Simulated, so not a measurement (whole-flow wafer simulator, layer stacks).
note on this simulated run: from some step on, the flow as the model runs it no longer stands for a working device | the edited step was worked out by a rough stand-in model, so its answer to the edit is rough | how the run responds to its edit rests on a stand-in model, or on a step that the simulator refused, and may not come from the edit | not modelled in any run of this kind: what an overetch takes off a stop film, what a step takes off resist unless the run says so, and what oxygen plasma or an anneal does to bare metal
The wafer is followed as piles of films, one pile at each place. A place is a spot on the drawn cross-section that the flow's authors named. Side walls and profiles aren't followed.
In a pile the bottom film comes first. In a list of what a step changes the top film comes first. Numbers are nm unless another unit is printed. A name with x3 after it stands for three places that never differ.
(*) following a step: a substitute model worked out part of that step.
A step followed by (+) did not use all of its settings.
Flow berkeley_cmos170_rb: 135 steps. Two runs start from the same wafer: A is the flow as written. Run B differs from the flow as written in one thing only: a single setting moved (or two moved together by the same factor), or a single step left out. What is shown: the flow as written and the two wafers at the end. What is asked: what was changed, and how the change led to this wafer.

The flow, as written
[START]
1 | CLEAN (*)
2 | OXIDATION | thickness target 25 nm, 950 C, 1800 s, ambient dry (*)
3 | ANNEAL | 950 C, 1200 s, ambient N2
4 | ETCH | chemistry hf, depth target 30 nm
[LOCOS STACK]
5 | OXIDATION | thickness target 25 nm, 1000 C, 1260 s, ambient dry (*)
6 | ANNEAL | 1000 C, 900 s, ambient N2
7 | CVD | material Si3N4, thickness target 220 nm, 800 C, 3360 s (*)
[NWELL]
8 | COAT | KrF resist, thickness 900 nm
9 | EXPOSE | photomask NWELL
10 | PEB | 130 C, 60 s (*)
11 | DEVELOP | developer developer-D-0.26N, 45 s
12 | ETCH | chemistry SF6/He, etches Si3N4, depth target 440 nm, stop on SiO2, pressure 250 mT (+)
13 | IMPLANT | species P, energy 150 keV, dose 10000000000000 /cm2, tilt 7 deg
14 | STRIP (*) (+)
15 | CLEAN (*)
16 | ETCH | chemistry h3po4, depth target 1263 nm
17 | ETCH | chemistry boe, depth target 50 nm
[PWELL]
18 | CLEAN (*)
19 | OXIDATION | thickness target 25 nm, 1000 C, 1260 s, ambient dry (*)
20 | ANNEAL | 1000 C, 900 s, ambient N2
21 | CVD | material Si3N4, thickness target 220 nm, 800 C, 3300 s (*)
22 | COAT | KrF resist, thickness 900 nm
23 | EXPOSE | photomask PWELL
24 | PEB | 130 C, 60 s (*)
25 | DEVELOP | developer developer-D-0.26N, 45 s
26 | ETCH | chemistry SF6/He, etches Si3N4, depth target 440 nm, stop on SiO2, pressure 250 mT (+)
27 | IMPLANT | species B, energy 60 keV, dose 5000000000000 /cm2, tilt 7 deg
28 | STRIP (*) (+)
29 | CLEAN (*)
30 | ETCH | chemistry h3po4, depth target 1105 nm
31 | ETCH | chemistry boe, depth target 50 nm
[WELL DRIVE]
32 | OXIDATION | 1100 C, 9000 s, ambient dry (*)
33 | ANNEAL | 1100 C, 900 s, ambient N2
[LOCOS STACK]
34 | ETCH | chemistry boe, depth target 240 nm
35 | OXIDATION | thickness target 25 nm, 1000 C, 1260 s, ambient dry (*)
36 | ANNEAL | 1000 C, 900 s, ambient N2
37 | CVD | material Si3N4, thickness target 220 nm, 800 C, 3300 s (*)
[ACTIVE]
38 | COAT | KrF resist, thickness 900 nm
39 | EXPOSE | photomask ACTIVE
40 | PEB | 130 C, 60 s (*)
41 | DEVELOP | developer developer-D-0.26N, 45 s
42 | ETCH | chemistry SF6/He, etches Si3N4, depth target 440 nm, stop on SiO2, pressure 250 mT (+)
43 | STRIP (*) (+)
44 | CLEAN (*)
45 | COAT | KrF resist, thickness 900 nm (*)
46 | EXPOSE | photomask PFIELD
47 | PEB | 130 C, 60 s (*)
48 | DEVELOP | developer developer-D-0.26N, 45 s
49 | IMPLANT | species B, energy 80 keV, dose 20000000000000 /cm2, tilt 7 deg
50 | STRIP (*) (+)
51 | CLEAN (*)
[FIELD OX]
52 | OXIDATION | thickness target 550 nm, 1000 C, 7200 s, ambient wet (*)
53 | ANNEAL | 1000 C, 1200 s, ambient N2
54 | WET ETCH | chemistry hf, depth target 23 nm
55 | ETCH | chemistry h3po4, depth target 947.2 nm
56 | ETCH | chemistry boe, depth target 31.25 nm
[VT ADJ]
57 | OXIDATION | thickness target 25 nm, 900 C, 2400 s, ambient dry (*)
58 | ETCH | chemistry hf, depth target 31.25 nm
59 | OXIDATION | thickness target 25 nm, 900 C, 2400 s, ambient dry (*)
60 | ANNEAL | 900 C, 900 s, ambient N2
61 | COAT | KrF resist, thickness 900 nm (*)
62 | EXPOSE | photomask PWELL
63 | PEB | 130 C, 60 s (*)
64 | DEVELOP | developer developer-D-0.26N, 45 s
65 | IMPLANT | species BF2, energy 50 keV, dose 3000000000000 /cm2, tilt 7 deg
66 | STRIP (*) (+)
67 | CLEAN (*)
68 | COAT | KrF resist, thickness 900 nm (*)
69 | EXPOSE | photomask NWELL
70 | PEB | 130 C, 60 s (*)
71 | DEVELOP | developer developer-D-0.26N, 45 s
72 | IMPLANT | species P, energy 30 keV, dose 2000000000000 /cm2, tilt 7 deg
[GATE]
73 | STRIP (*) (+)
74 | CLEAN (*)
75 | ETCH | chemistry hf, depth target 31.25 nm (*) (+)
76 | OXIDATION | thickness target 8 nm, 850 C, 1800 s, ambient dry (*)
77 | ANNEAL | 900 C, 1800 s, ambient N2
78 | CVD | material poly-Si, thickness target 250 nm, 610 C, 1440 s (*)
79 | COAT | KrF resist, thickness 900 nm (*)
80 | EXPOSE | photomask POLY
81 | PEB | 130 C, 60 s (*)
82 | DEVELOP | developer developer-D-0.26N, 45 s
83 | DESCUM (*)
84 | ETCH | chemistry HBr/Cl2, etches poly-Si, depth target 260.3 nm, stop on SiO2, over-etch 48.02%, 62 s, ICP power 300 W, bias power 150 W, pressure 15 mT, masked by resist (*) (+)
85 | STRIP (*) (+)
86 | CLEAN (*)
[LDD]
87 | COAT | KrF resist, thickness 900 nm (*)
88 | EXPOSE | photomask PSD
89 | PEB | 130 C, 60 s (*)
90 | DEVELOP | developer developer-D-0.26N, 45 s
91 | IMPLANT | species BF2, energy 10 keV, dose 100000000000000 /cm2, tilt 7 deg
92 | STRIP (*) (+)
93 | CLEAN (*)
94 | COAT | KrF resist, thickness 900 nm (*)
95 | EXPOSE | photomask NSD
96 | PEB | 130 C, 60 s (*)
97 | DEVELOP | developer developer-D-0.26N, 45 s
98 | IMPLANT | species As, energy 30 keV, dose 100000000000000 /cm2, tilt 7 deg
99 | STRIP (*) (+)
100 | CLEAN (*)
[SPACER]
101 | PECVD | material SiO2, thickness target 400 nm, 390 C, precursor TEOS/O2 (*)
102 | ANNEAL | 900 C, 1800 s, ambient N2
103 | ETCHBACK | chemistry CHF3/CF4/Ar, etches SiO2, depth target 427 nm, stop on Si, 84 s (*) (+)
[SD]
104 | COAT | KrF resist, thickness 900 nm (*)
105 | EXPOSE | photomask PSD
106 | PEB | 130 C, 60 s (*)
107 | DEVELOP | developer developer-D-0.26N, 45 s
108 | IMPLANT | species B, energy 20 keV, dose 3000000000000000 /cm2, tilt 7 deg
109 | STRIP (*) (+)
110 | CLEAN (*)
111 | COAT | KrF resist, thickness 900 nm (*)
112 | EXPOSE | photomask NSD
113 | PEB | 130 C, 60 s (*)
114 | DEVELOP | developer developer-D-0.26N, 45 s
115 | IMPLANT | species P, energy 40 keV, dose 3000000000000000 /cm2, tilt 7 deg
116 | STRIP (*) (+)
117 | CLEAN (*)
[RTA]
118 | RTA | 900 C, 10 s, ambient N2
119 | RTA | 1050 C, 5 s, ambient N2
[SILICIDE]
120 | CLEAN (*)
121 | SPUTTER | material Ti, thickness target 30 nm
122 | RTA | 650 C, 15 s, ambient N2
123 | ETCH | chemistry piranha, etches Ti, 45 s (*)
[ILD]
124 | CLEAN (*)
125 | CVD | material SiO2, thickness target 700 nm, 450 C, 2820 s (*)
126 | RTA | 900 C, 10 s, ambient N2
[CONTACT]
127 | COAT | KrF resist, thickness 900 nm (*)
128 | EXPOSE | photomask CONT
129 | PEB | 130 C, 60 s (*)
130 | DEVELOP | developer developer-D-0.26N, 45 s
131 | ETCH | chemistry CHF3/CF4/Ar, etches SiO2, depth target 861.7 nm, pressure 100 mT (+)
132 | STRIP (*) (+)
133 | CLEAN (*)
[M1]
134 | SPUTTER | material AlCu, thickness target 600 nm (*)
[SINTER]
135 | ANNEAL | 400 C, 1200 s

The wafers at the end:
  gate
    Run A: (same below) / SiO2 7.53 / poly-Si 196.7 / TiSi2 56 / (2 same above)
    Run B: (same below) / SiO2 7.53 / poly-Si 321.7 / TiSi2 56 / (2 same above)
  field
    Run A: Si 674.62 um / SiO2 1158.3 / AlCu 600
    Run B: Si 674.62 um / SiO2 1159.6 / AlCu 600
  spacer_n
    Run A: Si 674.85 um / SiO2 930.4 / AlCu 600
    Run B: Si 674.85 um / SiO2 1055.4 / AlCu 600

What caused this: step 78, CVD: thickness target 375 nm was run, while the flow as written has thickness target 250 nm.

How this came from the change, step by step:
  78 | CVD | material poly-Si, thickness target 250 nm, 610 C, 1440 s (*)
      field, sd_n, spacer_n and 6 more: A +250 poly-Si (new film) | B +375 poly-Si (new film)
  84 | ETCH | chemistry HBr/Cl2, etches poly-Si, depth target 260.3 nm, stop on SiO2, over-etch 48.02%, 62 s, ICP power 300 W, bias power 150 W, pressure 15 mT, masked by resist (*) (+)
      field, sd_n, spacer_n, sd_p, spacer_p, contact, m1: A -250 poly-Si (all of it), -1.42 SiO2 | B -375 poly-Si (all of it), -0.05 SiO2
  87 | COAT | KrF resist, thickness 900 nm (*)
      field: A +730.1 KrF resist (new film) | B +745.4 KrF resist (new film)
      spacer_n: A +956.1 KrF resist (new film) | B +985.3 KrF resist (new film)
      (and at 4 other places as well)
  90 | DEVELOP | developer developer-D-0.26N, 45 s
      sd_p: A -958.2 KrF resist (all of it) | B -981.8 KrF resist (all of it)
      spacer_p: A -956.5 KrF resist (all of it) | B -986.7 KrF resist (all of it)
      (and at 1 other place as well)
  92 | STRIP (*) (+)
      field: A -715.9 KrF resist (all of it) | B -731.2 KrF resist (all of it)
      spacer_n: A -941.9 KrF resist (all of it) | B -971.1 KrF resist (all of it)
      (and at 1 other place as well)
  94 | COAT | KrF resist, thickness 900 nm (*)
      field: A +730.1 KrF resist (new film) | B +745.4 KrF resist (new film)
      spacer_n: A +956.1 KrF resist (new film) | B +985.3 KrF resist (new film)
      (and at 4 other places as well)
  97 | DEVELOP | developer developer-D-0.26N, 45 s
      spacer_n: A -956.1 KrF resist (all of it) | B -985.3 KrF resist (all of it)
      gate: A -706 KrF resist (all of it) | B -613.1 KrF resist (all of it)
  99 | STRIP (*) (+)
      field: A -715.9 KrF resist (all of it) | B -731.2 KrF resist (all of it)
      sd_p: A -944 KrF resist (all of it) | B -967.6 KrF resist (all of it)
      (and at 2 other places as well)
  103 | ETCHBACK | chemistry CHF3/CF4/Ar, etches SiO2, depth target 427 nm, stop on Si, 84 s (*) (+)
      spacer_n: A -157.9 SiO2 | B -32.9 SiO2
      spacer_p: A -157.9 SiO2 | B -32.8 SiO2
  104 | COAT | KrF resist, thickness 900 nm (*)
      spacer_n: A +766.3 KrF resist (new film) | B +679.5 KrF resist (new film)
      gate: A +742.1 KrF resist (new film) | B +657.5 KrF resist (new film)
      (and at 3 other places as well)
  107 | DEVELOP | developer developer-D-0.26N, 45 s
      sd_p: A -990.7 KrF resist (all of it) | B -1013.5 KrF resist (all of it)
      spacer_p: A -767.7 KrF resist (all of it) | B -680.9 KrF resist (all of it)
      (and at 1 other place as well)
  109 | STRIP (*) (+)
      spacer_n: A -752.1 KrF resist (all of it) | B -665.3 KrF resist (all of it)
      gate: A -727.9 KrF resist (all of it) | B -643.3 KrF resist (all of it)
  111 | COAT | KrF resist, thickness 900 nm (*)
      spacer_n: A +766.3 KrF resist (new film) | B +679.5 KrF resist (new film)
      gate: A +742.1 KrF resist (new film) | B +657.5 KrF resist (new film)
      (and at 3 other places as well)
  114 | DEVELOP | developer developer-D-0.26N, 45 s
      spacer_n: A -766.3 KrF resist (all of it) | B -679.5 KrF resist (all of it)
      gate: A -742.1 KrF resist (all of it) | B -657.5 KrF resist (all of it)
  116 | STRIP (*) (+)
      sd_p: A -976.5 KrF resist (all of it) | B -999.3 KrF resist (all of it)
      spacer_p: A -753.5 KrF resist (all of it) | B -666.7 KrF resist (all of it)
      (and at 1 other place as well)
  127 | COAT | KrF resist, thickness 900 nm (*)
      field: A +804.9 KrF resist (new film) | B +832.8 KrF resist (new film)
      spacer_n: A +819.8 KrF resist (new film) | B +764.3 KrF resist (new film)
      (and at 4 other places as well)
  132 | STRIP (*) (+)
      field: A -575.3 KrF resist (all of it) | B -603.1 KrF resist (all of it)
      sd_n: A -780.4 KrF resist (all of it) | B -799 KrF resist (all of it)
      (and at 6 other places as well)
